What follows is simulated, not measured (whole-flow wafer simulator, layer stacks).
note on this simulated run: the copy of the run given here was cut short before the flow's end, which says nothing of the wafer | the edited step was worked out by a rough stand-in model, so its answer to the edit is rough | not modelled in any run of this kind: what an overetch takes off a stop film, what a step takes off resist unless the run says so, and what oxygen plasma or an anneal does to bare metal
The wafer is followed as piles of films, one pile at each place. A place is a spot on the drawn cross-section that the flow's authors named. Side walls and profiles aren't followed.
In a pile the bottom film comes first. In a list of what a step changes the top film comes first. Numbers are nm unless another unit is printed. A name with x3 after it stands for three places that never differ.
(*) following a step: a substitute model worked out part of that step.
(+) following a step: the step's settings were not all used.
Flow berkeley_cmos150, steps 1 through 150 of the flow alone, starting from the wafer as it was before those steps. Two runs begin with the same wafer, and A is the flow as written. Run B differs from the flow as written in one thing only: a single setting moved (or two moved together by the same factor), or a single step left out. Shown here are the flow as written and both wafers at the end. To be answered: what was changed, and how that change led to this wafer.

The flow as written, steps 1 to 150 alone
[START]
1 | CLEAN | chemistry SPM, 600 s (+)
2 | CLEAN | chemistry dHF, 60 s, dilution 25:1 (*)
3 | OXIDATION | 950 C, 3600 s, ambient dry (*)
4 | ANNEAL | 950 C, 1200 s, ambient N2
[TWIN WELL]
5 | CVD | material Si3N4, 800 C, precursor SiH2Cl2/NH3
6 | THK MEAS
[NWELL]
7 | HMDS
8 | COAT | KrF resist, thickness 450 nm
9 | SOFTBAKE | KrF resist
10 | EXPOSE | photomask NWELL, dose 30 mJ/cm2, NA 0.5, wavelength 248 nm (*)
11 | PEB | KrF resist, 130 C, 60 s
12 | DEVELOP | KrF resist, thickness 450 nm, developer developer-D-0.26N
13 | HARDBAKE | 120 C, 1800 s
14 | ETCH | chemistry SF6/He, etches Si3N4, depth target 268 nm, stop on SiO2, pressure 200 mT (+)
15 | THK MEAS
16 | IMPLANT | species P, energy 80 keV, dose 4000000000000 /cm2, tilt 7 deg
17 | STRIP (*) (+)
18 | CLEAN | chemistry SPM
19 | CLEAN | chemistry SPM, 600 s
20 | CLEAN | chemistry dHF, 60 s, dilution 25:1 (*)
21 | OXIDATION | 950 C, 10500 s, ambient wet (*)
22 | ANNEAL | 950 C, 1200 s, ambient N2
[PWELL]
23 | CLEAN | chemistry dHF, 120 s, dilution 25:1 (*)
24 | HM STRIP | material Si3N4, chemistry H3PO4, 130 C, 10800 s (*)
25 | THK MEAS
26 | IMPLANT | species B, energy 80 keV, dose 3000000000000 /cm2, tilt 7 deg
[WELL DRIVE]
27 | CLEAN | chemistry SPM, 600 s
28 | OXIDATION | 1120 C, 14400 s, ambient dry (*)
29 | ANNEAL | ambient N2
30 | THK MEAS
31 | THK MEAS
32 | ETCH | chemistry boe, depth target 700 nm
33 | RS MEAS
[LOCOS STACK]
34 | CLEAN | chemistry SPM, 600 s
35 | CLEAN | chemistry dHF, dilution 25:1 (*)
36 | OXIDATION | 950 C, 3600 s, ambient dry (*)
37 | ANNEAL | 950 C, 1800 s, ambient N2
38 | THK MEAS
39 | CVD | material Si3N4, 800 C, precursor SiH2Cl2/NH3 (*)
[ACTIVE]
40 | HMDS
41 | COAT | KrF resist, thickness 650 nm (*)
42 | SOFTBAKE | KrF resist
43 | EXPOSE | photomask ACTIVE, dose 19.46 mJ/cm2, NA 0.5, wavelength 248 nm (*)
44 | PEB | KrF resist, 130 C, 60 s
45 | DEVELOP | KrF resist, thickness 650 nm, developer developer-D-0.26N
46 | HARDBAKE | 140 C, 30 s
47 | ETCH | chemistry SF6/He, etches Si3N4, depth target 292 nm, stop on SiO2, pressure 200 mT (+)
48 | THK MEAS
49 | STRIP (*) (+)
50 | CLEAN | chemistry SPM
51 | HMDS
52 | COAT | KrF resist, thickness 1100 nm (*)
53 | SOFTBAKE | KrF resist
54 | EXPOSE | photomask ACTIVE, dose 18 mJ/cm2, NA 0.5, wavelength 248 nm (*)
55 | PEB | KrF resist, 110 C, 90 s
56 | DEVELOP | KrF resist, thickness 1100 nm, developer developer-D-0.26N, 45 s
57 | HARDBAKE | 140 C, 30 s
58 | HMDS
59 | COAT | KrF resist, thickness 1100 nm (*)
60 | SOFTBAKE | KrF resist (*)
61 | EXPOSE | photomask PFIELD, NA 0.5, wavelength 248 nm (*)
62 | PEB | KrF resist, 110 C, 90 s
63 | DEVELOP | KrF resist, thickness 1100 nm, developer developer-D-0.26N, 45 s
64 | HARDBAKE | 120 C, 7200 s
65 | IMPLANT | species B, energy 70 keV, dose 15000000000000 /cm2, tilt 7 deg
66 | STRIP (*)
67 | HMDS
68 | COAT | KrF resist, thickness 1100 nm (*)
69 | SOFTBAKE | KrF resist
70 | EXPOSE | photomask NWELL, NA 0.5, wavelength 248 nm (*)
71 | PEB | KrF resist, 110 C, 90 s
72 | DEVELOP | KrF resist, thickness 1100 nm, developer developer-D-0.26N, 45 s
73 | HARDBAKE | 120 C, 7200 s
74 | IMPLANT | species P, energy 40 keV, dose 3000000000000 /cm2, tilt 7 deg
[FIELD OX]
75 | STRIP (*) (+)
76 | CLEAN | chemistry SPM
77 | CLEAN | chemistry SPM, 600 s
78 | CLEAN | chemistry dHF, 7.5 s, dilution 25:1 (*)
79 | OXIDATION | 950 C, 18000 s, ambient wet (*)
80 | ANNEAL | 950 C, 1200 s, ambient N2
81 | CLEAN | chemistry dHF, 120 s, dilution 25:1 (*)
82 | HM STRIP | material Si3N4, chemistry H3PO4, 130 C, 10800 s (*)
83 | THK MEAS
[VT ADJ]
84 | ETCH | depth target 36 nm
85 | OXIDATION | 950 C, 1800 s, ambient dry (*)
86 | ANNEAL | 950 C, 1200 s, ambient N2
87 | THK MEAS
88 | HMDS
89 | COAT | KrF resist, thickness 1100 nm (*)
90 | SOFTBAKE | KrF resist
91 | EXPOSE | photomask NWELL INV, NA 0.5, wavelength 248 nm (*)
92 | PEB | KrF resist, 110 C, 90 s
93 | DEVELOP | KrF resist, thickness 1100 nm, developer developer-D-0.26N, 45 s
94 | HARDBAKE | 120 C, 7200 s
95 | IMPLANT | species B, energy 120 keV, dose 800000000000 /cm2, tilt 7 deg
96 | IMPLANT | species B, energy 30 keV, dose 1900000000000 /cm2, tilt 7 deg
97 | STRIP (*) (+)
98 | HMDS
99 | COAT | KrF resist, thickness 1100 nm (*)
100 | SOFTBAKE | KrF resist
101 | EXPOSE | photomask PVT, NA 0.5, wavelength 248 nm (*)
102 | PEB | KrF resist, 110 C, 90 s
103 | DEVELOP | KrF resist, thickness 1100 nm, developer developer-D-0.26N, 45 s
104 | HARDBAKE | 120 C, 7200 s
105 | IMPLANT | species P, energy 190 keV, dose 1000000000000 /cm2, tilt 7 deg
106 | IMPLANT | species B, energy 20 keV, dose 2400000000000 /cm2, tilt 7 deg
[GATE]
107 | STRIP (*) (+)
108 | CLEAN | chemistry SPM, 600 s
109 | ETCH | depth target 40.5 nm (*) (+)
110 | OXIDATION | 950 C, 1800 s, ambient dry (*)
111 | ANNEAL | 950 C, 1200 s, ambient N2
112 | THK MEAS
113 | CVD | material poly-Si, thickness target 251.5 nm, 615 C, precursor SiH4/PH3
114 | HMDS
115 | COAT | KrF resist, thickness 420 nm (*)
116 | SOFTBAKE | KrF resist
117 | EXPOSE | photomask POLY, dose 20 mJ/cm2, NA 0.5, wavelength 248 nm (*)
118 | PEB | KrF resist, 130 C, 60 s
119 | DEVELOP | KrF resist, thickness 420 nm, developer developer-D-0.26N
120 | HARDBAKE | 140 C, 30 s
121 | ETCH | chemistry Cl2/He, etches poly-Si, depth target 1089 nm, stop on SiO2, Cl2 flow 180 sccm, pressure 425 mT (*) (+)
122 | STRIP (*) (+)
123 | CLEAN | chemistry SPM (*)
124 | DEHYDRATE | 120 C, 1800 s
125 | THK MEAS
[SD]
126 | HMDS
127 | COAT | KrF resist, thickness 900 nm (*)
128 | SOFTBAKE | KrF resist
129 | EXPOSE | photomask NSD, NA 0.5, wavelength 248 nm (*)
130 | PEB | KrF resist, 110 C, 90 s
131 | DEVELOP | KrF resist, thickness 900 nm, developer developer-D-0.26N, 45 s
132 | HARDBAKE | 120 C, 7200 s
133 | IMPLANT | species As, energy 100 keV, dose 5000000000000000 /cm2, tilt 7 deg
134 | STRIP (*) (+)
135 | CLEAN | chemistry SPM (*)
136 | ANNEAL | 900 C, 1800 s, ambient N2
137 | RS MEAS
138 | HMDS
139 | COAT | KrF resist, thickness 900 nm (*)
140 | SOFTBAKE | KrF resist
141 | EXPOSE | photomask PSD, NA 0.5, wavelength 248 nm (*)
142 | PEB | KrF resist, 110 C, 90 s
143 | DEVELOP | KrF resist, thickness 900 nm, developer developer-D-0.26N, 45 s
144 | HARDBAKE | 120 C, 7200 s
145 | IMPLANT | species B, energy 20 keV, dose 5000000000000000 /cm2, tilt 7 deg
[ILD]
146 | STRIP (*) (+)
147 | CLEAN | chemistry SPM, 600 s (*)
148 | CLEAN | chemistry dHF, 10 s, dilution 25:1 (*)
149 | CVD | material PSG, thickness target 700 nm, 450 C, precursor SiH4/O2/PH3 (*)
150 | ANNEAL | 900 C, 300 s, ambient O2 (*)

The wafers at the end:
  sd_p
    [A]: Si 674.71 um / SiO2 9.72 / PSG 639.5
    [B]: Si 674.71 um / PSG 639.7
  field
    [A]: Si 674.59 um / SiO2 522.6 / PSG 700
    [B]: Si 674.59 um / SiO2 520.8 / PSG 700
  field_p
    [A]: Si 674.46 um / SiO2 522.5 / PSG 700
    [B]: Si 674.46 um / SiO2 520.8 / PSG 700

Cause: step 110, OXIDATION: 877 C was run, whereas the flow has 950 C.

Step by step, how the change led to this:
  110 | OXIDATION | 950 C, 1800 s, ambient dry (*)
      sd_n, gate_n, sd_p, gate_p, contact, m1: A +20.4 SiO2 (new film), -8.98 Si | B +9.88 SiO2 (new film), -4.35 Si
      field, field_p: A +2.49 SiO2, -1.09 Si | B +0.74 SiO2, -0.33 Si
  148 | CLEAN | chemistry dHF, 10 s, dilution 25:1 (*)
      sd_p: A -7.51 SiO2 | B -6.7 SiO2 (all of it)
